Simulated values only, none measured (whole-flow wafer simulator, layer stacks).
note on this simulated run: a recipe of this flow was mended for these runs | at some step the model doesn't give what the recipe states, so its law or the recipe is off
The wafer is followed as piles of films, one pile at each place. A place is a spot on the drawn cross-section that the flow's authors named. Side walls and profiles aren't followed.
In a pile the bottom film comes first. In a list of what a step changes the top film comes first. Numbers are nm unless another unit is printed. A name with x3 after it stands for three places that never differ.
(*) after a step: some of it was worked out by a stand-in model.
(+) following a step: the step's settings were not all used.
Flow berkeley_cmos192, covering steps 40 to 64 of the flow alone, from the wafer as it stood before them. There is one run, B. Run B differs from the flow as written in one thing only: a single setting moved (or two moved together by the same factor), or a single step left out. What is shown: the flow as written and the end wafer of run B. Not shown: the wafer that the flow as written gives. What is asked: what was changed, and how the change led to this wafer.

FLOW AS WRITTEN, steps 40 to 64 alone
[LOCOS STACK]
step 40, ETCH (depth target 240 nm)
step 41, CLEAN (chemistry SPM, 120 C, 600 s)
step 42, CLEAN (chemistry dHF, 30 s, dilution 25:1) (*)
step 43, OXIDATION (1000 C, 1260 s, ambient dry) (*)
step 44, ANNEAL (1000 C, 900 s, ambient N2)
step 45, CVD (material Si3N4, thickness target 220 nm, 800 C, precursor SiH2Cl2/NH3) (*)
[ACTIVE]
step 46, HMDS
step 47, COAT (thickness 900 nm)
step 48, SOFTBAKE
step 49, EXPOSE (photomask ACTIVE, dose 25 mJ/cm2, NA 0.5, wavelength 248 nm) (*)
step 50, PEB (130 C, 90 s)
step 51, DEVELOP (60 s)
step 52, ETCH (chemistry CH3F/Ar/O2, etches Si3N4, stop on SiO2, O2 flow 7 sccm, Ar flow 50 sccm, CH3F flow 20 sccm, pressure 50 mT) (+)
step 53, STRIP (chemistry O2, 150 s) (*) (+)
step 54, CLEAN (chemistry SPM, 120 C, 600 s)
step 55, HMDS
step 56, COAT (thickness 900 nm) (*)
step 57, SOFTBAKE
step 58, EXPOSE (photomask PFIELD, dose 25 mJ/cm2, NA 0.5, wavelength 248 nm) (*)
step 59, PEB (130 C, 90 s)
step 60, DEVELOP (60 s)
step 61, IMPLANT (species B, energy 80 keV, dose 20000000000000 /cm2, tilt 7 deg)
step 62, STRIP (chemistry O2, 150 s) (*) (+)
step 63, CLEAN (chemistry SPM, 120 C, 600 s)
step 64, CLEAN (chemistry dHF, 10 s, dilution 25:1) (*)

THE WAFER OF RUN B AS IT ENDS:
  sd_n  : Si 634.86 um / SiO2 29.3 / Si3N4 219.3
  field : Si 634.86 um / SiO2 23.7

Cause: step 43, OXIDATION: 1512 s was run, though the flow has 1260 s.

Step by step, how the change led to this:
  step 43, OXIDATION (1000 C, 1260 s, ambient dry) (*)
      field, sd_n, spacer_n and 6 more: SiO2 gains 29.3 (new film), Si loses 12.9 (as written it would have been: SiO2 gains 26.6 (new film), Si loses 11.7)
